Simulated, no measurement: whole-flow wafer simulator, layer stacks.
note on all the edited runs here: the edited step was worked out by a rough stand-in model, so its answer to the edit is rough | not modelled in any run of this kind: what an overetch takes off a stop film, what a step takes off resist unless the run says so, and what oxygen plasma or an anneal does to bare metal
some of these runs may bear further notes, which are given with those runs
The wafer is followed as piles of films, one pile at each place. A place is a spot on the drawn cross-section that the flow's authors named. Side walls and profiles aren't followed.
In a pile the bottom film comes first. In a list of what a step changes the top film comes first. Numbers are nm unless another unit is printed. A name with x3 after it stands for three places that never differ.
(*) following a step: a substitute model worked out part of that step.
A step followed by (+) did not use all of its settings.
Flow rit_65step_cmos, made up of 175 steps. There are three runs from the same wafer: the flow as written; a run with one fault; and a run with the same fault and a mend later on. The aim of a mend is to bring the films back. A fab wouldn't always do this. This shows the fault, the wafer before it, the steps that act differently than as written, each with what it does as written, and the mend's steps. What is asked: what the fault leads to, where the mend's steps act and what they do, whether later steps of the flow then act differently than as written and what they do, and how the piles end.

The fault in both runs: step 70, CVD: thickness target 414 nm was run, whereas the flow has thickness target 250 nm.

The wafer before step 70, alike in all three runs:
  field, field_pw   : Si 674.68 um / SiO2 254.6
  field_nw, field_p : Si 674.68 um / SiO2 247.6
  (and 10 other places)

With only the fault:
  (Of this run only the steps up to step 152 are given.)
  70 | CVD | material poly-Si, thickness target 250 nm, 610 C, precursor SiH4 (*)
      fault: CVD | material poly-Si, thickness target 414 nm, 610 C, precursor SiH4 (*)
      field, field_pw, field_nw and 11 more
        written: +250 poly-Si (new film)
        fault: +414 poly-Si (new film)
  Steps further on in the flow that do not act as written (4 more steps, not shown, differ only slightly: by at most 2% or 0.5 nm, whichever is larger):
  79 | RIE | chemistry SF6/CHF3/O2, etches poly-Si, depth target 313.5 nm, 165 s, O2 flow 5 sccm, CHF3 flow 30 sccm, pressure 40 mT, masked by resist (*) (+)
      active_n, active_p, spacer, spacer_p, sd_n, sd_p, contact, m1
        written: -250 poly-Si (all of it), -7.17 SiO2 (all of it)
        fault: -313.5 poly-Si
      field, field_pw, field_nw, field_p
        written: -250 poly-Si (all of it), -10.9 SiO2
        fault: -313.5 poly-Si
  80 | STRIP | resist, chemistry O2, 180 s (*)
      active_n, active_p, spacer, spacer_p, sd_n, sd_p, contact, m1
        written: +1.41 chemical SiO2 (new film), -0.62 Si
        fault: +1.41 chemical SiO2 (new film), -0.62 poly-Si
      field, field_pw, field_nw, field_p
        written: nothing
        fault: +1.41 chemical SiO2 (new film), -0.62 poly-Si
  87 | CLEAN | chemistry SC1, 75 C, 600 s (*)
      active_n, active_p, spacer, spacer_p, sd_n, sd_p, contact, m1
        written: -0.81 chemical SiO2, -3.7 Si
        fault: -0.81 chemical SiO2, -3.7 poly-Si
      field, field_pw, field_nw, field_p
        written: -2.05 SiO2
        fault: -0.81 chemical SiO2, -3.7 poly-Si
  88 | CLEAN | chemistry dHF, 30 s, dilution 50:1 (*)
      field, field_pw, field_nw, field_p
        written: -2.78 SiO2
        fault: -0.6 chemical SiO2 (all of it)
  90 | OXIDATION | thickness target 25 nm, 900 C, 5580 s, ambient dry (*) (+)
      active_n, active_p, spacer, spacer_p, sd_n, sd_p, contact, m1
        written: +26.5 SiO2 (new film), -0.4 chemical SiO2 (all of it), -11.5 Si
        fault: +28.9 SiO2 (new film), -0.4 chemical SiO2 (all of it), -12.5 poly-Si
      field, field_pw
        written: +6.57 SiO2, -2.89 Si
        fault: +28.9 SiO2 (new film), -0.4 chemical SiO2 (all of it), -12.5 poly-Si
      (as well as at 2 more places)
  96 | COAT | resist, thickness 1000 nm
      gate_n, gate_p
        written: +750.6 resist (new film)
        fault: +700.9 resist (new film)
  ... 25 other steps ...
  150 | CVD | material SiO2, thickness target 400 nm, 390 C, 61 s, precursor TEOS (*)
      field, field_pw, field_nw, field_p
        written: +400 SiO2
        fault: +400 SiO2 (new film)
  The piles after step 152 differ from the flow's at field, field_pw, field_nw, field_p, gate_n, gate_p, spacer, spacer_p by more than 2% or 0.5 nm, whichever is larger.
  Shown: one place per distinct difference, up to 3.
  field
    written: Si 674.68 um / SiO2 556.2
    fault: Si 674.68 um / SiO2 254.6 / TiSi2 C49 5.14 / TiSi first 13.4 / SiO2 400
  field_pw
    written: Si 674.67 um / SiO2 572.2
    fault: Si 674.68 um / SiO2 254.6 / TiSi2 C49 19 / TiSi first 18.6 / SiO2 400
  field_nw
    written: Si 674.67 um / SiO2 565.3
    fault: Si 674.68 um / SiO2 247.6 / TiSi2 C49 19 / TiSi first 18.6 / SiO2 400

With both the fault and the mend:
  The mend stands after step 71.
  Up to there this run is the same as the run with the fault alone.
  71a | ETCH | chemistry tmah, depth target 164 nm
      field, field_pw, field_nw and 11 more
        -164 poly-Si
  None of the later steps of the flow acts differently than as written at any place that is followed.
  The piles end the same as the flow's at every place that both follow.
